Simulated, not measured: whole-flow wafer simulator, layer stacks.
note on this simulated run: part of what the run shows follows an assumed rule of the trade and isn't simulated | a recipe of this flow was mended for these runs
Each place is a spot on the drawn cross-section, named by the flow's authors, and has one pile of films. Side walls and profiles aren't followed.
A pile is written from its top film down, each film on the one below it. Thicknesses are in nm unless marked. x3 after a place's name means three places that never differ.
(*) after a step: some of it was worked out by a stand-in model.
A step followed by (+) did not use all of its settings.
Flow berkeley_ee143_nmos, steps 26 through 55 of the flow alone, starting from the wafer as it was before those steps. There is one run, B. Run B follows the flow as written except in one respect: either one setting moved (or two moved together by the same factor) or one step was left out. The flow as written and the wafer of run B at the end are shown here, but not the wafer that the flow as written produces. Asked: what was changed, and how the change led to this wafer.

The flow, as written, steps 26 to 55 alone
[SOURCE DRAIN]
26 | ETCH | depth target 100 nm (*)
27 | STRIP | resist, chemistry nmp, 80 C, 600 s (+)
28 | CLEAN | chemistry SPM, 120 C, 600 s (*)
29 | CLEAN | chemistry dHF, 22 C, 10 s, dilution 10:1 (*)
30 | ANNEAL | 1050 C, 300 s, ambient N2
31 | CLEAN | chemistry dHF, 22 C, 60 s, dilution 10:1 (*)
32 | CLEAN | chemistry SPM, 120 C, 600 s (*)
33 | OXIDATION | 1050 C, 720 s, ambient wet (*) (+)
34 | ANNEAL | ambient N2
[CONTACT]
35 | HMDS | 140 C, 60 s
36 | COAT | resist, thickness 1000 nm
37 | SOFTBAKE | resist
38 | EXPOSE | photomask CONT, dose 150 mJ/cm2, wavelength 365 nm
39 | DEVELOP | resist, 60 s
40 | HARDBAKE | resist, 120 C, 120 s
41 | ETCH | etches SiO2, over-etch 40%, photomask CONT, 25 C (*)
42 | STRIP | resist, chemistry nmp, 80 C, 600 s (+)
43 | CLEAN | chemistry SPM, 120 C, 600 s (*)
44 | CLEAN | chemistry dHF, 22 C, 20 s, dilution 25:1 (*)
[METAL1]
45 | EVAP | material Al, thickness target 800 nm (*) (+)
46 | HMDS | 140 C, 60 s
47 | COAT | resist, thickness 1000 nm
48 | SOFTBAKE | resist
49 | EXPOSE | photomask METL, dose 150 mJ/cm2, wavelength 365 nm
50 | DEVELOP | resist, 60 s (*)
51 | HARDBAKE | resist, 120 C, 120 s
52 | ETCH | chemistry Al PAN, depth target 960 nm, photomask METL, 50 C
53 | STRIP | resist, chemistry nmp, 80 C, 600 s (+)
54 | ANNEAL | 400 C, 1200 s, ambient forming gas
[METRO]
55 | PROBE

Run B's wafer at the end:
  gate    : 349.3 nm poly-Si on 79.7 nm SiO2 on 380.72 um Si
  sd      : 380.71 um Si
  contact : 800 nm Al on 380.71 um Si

What caused this: step 33, OXIDATION: 1050 C, 720 s, ambient wet (*) (+), was not run.

How this came from the change, step by step:
  36 | COAT | resist, thickness 1000 nm
      gate: resist gains 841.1 (new film) (in the flow as written it would be: resist gains 822.5 (new film))
      field: resist gains 804.7 (new film) (in the flow as written it would be: resist gains 850.4 (new film))
  40 | HARDBAKE | resist, 120 C, 120 s
      gate: resist loses 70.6 (in the flow as written it would be: resist loses 69)
      field: resist loses 67.4 (in the flow as written it would be: resist loses 71.4)
  41 | ETCH | etches SiO2, over-etch 40%, photomask CONT, 25 C (*)
      contact: chemical SiO2 loses 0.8 (all of it) (in the flow as written it would be: SiO2 loses 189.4 (all of it))
  42 | STRIP | resist, chemistry nmp, 80 C, 600 s (+)
      gate: resist loses 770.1 (all of it) (in the flow as written it would be: resist loses 753.2 (all of it))
      field: resist loses 736.9 (all of it) (in the flow as written it would be: resist loses 778.6 (all of it))
  44 | CLEAN | chemistry dHF, 22 C, 20 s, dilution 25:1 (*)
      gate: chemical SiO2 loses 0.8 (all of it) (in the flow as written it would be: SiO2 loses 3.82)
      sd: chemical SiO2 loses 0.8 (all of it) (in the flow as written it would be: SiO2 loses 3.83)
  47 | COAT | resist, thickness 1000 nm
      gate: resist gains 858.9 (new film) (in the flow as written it would be: resist gains 834.7 (new film))
      contact: resist gains 1167.8 (new film) (in the flow as written it would be: resist gains 1301 (new film))
      (and at 1 other place as well)
  50 | DEVELOP | resist, 60 s (*)
      gate: resist loses 858.9 (all of it), Al loses 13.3 (in the flow as written it would be: resist loses 834.7 (all of it), Al loses 13.3)
      field: resist loses 826.7 (all of it), Al loses 13.3 (in the flow as written it would be: resist loses 854.5 (all of it), Al loses 13.3)
  51 | HARDBAKE | resist, 120 C, 120 s
      contact: resist loses 100 (in the flow as written it would be: resist loses 112.2)
  53 | STRIP | resist, chemistry nmp, 80 C, 600 s (+)
      contact: resist loses 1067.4 (all of it) (in the flow as written it would be: resist loses 1188.4 (all of it))
